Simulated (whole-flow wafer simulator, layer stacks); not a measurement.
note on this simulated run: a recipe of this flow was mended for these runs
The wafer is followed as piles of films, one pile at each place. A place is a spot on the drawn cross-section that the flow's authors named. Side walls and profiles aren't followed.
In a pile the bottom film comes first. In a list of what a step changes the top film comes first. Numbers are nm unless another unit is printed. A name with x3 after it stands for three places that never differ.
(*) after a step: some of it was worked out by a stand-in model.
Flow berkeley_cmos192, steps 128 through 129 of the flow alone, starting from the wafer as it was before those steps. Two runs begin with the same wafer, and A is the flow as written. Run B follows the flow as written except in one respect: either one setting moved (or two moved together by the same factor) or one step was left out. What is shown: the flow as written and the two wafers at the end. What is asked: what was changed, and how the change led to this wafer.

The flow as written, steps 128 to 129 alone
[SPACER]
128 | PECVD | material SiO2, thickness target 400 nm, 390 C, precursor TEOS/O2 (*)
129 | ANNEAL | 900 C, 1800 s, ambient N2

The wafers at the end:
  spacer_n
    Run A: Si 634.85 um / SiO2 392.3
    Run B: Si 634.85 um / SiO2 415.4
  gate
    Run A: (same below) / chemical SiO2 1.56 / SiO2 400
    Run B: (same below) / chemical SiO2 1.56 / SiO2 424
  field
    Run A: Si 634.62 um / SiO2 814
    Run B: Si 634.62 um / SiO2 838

The reason: step 128, PECVD: thickness target 424 nm was run, though the flow has thickness target 400 nm.
One can read it off the wafer: gate has SiO2 424, and step 128 as written asks for 400 nm.

Step by step, how the change led to this:
  128 | PECVD | material SiO2, thickness target 400 nm, 390 C, precursor TEOS/O2 (*)
      field, sd_n, contact, m1: A SiO2 gains 400 | B SiO2 gains 424
      spacer_n, sd_p, spacer_p: A SiO2 gains 386.5 | B SiO2 gains 409.6
      (as well as at 2 more places)
